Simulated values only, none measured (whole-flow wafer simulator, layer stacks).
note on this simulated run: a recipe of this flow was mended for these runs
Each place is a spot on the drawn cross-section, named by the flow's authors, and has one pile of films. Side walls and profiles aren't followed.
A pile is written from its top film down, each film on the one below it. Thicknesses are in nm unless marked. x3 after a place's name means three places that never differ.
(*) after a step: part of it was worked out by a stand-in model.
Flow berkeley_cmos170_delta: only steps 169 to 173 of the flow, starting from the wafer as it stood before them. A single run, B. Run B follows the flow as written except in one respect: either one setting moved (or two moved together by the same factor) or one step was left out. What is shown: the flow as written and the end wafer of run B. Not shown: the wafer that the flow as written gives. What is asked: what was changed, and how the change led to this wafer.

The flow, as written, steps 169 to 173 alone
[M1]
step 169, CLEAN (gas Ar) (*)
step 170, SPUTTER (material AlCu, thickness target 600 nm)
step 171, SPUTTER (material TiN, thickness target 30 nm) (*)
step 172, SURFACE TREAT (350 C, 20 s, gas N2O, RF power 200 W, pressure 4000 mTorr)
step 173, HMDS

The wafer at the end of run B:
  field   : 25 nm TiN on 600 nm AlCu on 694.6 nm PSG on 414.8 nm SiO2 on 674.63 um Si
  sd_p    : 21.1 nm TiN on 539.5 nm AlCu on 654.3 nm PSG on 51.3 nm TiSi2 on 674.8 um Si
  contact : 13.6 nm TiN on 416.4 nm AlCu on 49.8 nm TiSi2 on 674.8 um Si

Cause: step 171, SPUTTER: thickness target 25 nm was run, whereas the flow has thickness target 30 nm.
The wafer itself shows it: field has TiN 25, and step 171 as written asks for 30 nm.

Step by step, how the change led to this:
  step 171, SPUTTER (material TiN, thickness target 30 nm) (*)
      field, sd_n, spacer_n, gate, spacer_p, gate_p, m1: +25 TiN (new film) (as written it would have been: +30 TiN (new film))
      sd_p: +21.1 TiN (new film) (as written it would have been: +25.3 TiN (new film))
      (as well as at 1 more place)
